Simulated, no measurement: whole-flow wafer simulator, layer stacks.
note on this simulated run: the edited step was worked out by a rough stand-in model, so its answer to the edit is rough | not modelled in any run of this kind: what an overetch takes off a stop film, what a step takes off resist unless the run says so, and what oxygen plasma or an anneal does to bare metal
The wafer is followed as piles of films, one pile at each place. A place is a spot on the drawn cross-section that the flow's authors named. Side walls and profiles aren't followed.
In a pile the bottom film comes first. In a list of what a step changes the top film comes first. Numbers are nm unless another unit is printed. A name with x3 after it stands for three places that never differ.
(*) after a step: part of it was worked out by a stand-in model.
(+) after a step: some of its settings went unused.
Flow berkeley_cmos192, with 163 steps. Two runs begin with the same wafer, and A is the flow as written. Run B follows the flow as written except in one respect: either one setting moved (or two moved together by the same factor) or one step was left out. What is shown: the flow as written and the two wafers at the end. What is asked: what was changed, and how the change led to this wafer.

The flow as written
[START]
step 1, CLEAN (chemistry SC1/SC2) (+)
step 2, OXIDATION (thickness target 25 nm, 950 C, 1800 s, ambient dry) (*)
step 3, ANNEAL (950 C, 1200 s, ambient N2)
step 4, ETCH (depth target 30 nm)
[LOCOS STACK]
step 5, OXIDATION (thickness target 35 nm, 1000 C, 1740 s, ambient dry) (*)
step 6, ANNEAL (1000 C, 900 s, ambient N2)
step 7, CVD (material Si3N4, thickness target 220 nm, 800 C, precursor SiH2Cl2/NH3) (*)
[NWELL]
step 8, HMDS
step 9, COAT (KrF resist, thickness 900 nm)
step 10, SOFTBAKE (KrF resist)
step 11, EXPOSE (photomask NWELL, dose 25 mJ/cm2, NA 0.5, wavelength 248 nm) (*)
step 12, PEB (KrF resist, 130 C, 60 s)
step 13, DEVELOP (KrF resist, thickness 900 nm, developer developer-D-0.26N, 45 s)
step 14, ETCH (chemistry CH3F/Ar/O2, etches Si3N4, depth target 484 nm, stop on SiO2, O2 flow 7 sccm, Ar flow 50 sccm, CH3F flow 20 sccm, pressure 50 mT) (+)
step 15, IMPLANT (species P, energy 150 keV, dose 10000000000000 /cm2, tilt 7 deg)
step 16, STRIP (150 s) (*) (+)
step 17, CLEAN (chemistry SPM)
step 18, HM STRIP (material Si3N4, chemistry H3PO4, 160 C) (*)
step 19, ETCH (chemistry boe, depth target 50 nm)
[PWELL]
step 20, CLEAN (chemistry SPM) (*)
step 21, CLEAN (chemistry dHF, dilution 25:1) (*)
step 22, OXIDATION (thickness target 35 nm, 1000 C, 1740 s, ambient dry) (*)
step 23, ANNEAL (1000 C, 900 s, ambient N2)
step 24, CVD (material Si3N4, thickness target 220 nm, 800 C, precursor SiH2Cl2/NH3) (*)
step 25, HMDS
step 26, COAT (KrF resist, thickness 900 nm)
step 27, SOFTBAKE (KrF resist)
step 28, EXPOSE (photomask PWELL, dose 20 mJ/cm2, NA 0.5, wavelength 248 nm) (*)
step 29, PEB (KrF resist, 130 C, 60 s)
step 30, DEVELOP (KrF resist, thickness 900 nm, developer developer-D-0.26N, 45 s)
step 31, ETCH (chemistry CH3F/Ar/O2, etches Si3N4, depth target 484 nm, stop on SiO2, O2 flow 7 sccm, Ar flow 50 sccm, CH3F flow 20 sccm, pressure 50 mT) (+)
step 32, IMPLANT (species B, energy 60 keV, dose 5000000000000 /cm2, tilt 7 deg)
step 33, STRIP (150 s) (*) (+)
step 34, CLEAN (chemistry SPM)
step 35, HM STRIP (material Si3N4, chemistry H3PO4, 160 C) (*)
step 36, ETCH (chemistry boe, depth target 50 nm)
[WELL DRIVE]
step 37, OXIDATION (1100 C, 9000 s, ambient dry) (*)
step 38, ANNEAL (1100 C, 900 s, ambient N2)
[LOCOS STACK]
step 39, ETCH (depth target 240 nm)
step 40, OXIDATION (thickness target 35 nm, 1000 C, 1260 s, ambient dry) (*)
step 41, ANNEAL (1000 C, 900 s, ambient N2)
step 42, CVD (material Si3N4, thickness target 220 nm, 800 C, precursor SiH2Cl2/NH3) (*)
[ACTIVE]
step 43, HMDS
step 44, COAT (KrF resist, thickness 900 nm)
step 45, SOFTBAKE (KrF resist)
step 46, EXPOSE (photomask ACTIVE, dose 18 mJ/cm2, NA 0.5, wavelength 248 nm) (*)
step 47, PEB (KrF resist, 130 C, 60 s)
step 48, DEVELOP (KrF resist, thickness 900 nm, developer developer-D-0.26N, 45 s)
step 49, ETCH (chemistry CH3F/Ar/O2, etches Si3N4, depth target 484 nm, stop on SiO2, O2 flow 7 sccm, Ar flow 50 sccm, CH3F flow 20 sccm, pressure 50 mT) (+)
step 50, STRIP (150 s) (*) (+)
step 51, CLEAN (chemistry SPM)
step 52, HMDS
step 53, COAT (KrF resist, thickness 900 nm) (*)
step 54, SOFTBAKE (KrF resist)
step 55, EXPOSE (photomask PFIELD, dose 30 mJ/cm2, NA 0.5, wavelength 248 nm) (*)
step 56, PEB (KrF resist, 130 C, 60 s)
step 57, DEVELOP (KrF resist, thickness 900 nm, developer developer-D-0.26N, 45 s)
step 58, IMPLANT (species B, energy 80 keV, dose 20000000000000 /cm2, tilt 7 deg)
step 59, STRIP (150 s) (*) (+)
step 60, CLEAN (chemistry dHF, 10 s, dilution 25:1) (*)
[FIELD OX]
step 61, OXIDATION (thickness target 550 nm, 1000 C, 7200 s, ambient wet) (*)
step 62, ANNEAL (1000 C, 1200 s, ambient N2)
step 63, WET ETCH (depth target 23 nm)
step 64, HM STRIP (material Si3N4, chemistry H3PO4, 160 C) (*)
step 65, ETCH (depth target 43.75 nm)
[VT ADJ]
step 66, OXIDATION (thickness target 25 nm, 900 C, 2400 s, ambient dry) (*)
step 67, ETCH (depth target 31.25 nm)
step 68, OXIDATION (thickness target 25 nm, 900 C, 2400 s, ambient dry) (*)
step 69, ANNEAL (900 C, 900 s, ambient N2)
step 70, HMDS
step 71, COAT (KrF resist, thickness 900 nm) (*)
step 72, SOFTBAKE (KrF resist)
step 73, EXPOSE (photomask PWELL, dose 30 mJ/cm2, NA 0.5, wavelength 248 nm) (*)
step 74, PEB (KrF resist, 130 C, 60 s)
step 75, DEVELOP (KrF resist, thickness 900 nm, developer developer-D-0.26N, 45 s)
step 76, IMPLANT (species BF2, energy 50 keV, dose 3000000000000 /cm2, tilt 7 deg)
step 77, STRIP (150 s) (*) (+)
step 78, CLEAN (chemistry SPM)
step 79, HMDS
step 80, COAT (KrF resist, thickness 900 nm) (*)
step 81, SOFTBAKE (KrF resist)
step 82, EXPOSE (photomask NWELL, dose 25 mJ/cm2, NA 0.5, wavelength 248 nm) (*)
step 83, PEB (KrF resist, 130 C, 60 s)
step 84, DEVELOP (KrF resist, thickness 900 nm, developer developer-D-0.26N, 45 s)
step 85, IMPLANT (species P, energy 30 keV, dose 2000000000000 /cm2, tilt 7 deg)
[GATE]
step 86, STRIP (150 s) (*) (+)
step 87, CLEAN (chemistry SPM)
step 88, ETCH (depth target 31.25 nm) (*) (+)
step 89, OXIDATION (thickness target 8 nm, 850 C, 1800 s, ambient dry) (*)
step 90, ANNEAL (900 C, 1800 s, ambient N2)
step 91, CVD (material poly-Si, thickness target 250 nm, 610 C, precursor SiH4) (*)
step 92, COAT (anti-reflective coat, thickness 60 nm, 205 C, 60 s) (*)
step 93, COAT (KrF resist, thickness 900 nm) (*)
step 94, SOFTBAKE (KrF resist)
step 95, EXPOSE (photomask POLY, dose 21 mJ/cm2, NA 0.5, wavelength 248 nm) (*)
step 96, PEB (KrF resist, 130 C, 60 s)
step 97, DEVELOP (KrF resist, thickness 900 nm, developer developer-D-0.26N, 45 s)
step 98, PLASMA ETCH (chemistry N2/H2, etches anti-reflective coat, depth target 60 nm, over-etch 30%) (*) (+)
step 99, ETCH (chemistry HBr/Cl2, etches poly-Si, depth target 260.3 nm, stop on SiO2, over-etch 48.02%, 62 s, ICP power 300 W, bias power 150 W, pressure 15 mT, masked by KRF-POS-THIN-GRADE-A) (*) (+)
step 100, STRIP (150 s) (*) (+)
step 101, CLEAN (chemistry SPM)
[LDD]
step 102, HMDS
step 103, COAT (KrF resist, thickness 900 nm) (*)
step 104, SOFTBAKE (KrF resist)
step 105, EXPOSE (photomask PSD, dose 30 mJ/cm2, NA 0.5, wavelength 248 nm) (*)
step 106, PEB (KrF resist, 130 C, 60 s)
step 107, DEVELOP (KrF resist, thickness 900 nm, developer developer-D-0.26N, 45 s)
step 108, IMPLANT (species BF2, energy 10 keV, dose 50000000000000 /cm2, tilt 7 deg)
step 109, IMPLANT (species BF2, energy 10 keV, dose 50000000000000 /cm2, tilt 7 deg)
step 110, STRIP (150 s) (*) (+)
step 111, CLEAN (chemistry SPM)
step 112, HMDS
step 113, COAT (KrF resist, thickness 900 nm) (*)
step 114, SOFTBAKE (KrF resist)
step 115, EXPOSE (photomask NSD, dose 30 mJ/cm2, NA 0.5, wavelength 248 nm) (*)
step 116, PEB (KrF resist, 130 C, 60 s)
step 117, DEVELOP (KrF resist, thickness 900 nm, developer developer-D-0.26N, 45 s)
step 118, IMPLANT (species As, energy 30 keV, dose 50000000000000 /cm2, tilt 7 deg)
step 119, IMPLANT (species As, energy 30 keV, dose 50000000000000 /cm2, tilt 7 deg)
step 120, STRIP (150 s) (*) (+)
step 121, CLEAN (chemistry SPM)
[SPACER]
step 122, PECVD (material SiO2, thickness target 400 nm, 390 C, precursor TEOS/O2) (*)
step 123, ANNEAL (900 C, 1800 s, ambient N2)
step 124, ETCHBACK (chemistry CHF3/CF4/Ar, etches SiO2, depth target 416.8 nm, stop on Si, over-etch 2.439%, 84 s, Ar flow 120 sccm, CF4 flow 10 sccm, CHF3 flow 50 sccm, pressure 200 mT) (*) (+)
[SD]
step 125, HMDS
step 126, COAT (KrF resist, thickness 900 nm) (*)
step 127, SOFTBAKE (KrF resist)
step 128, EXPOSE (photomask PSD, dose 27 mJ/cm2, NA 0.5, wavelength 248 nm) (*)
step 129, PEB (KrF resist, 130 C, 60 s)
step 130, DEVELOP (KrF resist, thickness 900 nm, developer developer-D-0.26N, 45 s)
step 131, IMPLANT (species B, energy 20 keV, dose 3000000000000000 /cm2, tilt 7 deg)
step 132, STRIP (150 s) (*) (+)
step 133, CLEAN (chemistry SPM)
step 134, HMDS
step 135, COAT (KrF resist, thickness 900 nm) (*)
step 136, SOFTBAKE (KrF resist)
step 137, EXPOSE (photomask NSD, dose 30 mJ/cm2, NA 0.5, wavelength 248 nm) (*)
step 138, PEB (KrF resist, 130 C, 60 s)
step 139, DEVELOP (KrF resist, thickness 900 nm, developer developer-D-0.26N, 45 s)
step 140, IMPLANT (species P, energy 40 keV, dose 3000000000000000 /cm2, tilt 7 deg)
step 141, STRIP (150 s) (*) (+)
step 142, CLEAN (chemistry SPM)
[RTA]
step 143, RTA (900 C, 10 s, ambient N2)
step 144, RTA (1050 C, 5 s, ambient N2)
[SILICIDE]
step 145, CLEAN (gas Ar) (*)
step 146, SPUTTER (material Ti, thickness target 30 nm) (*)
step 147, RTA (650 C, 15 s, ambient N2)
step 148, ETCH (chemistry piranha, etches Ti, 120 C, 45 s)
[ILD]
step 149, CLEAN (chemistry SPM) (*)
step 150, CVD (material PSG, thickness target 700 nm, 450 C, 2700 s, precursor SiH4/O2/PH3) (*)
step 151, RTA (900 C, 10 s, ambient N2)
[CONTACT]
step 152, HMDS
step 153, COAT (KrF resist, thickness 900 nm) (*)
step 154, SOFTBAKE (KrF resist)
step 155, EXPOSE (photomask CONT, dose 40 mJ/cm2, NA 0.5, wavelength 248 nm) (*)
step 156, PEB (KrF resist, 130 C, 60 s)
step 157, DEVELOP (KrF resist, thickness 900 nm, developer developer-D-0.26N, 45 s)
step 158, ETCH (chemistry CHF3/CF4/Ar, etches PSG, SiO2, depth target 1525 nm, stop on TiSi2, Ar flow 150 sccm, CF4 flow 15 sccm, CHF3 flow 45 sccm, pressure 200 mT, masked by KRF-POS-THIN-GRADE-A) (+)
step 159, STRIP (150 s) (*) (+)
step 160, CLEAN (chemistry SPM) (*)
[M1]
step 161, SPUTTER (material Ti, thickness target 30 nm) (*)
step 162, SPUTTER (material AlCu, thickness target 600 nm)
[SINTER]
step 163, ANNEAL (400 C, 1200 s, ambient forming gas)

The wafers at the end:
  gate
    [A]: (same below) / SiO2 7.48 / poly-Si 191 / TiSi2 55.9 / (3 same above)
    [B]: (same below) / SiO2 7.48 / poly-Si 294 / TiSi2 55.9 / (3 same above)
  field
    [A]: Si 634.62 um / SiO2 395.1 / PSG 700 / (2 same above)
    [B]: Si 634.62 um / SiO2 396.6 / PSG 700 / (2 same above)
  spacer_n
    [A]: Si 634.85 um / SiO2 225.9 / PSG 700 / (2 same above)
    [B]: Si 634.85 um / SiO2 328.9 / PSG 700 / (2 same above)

Cause: step 91, CVD: thickness target 353 nm was run, though the flow has thickness target 250 nm.

The path from the change to this, step by step:
  step 91, CVD (material poly-Si, thickness target 250 nm, 610 C, precursor SiH4) (*)
      field, sd_n, spacer_n and 6 more: A poly-Si gains 250 (new film) | B poly-Si gains 353 (new film)
  step 92, COAT (anti-reflective coat, thickness 60 nm, 205 C, 60 s) (*)
      field: A anti-reflective coat gains 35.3 (new film) | B anti-reflective coat gains 36.4 (new film)
      sd_n: A anti-reflective coat gains 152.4 (new film) | B anti-reflective coat gains 156.9 (new film)
      (also at 1 further place)
  step 98, PLASMA ETCH (chemistry N2/H2, etches anti-reflective coat, depth target 60 nm, over-etch 30%) (*) (+)
      field: A anti-reflective coat loses 35.3 (all of it), poly-Si loses 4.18 | B anti-reflective coat loses 36.4 (all of it), poly-Si loses 4.3
      sd_n: A anti-reflective coat loses 152.4 (all of it), poly-Si loses 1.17 | B anti-reflective coat loses 156.9 (all of it), poly-Si loses 1.21
      (also at 1 further place)
  step 99, ETCH (chemistry HBr/Cl2, etches poly-Si, depth target 260.3 nm, stop on SiO2, over-etch 48.02%, 62 s, ICP power 300 W, bias power 150 W, pressure 15 mT, masked by KRF-POS-THIN-GRADE-A) (*) (+)
      spacer_n, spacer_p: A poly-Si loses 245.8 (all of it), SiO2 loses 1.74 | B poly-Si loses 348.6 (all of it), SiO2 loses 0.18
      field: A poly-Si loses 245.8 (all of it), SiO2 loses 1.74 | B poly-Si loses 348.7 (all of it), SiO2 loses 0.18
      (also at 4 further places)
  step 103, COAT (KrF resist, thickness 900 nm) (*)
      gate: A KrF resist gains 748 (new film) | B KrF resist gains 661.7 (new film)
      gate_p: A KrF resist gains 744.1 (new film) | B KrF resist gains 657.8 (new film)
  step 107, DEVELOP (KrF resist, thickness 900 nm, developer developer-D-0.26N, 45 s)
      gate_p: A KrF resist loses 742.9 (all of it) | B KrF resist loses 656.8 (all of it)
  step 110, STRIP (150 s) (*) (+)
      gate: A KrF resist loses 732.7 (all of it), chemical SiO2 gains 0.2, poly-Si loses 0.09 | B KrF resist loses 646.5 (all of it), chemical SiO2 gains 0.2, poly-Si loses 0.09
  step 113, COAT (KrF resist, thickness 900 nm) (*)
      gate: A KrF resist gains 747.9 (new film) | B KrF resist gains 661.6 (new film)
      gate_p: A KrF resist gains 743.9 (new film) | B KrF resist gains 657.6 (new film)
  step 117, DEVELOP (KrF resist, thickness 900 nm, developer developer-D-0.26N, 45 s)
      gate: A KrF resist loses 746.8 (all of it) | B KrF resist loses 660.6 (all of it)
  step 120, STRIP (150 s) (*) (+)
      gate_p: A KrF resist loses 728.6 (all of it), chemical SiO2 gains 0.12, poly-Si loses 0.05 | B KrF resist loses 642.5 (all of it), chemical SiO2 gains 0.12, poly-Si loses 0.05
  step 124, ETCHBACK (chemistry CHF3/CF4/Ar, etches SiO2, depth target 416.8 nm, stop on Si, over-etch 2.439%, 84 s, Ar flow 120 sccm, CF4 flow 10 sccm, CHF3 flow 50 sccm, pressure 200 mT) (*) (+)
      spacer_n: A SiO2 loses 160 | B SiO2 loses 57.3
      spacer_p: A SiO2 loses 159.9 | B SiO2 loses 57.3
  step 126, COAT (KrF resist, thickness 900 nm) (*)
      spacer_n: A KrF resist gains 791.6 (new film) | B KrF resist gains 716.5 (new film)
      gate: A KrF resist gains 771.5 (new film) | B KrF resist gains 698.2 (new film)
      (also at 2 further places)
  step 130, DEVELOP (KrF resist, thickness 900 nm, developer developer-D-0.26N, 45 s)
      spacer_p: A KrF resist loses 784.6 (all of it) | B KrF resist loses 709.9 (all of it)
      gate_p: A KrF resist loses 764.3 (all of it) | B KrF resist loses 691.4 (all of it)
  step 132, STRIP (150 s) (*) (+)
      spacer_n: A KrF resist loses 776.1 (all of it) | B KrF resist loses 701.2 (all of it)
      gate: A chemical SiO2 gains 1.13 (new film), KrF resist loses 756.1 (all of it), poly-Si loses 0.5 | B chemical SiO2 gains 1.13 (new film), KrF resist loses 683 (all of it), poly-Si loses 0.5
  step 135, COAT (KrF resist, thickness 900 nm) (*)
      spacer_n: A KrF resist gains 791.1 (new film) | B KrF resist gains 716.8 (new film)
      gate: A KrF resist gains 770.3 (new film) | B KrF resist gains 697.8 (new film)
      (also at 2 further places)
  step 139, DEVELOP (KrF resist, thickness 900 nm, developer developer-D-0.26N, 45 s)
      spacer_n: A KrF resist loses 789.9 (all of it) | B KrF resist loses 715.7 (all of it)
      gate: A KrF resist loses 769.1 (all of it) | B KrF resist loses 696.8 (all of it)
  ... another 2 steps ...
  step 159, STRIP (150 s) (*) (+)
      spacer_n: A KrF resist loses 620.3 (all of it) | B KrF resist loses 565.2 (all of it)
      gate: A KrF resist loses 600.1 (all of it) | B KrF resist loses 551.8 (all of it)
      (also at 3 further places)
